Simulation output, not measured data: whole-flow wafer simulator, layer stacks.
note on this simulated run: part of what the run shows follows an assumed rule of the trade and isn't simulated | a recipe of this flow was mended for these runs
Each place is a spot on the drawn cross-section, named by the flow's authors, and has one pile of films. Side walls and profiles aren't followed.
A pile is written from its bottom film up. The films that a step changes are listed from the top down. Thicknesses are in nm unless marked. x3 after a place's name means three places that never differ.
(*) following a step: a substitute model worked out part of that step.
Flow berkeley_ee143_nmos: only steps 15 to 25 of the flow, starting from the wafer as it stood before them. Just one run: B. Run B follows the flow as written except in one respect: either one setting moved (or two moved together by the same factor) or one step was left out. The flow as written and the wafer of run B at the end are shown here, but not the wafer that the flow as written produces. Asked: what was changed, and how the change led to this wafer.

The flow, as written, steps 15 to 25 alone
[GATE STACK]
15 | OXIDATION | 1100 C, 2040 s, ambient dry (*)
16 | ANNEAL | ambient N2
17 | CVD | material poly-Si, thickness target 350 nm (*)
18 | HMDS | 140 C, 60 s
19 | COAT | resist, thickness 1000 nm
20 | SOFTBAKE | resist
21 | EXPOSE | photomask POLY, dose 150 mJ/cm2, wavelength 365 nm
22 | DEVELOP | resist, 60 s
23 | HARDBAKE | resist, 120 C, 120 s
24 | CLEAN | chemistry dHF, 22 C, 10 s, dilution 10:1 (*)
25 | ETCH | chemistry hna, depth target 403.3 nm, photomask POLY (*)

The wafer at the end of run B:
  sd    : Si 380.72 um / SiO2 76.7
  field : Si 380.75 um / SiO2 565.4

The reason: step 25, ETCH: depth target 497.2 nm was run, whereas the flow has depth target 403.3 nm.

The path from the change to this, step by step:
  25 | ETCH | chemistry hna, depth target 403.3 nm, photomask POLY (*)
      sd, contact, field: poly-Si loses 350 (all of it), SiO2 loses 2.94 (as written it would have been: poly-Si loses 350 (all of it), SiO2 loses 1.07)
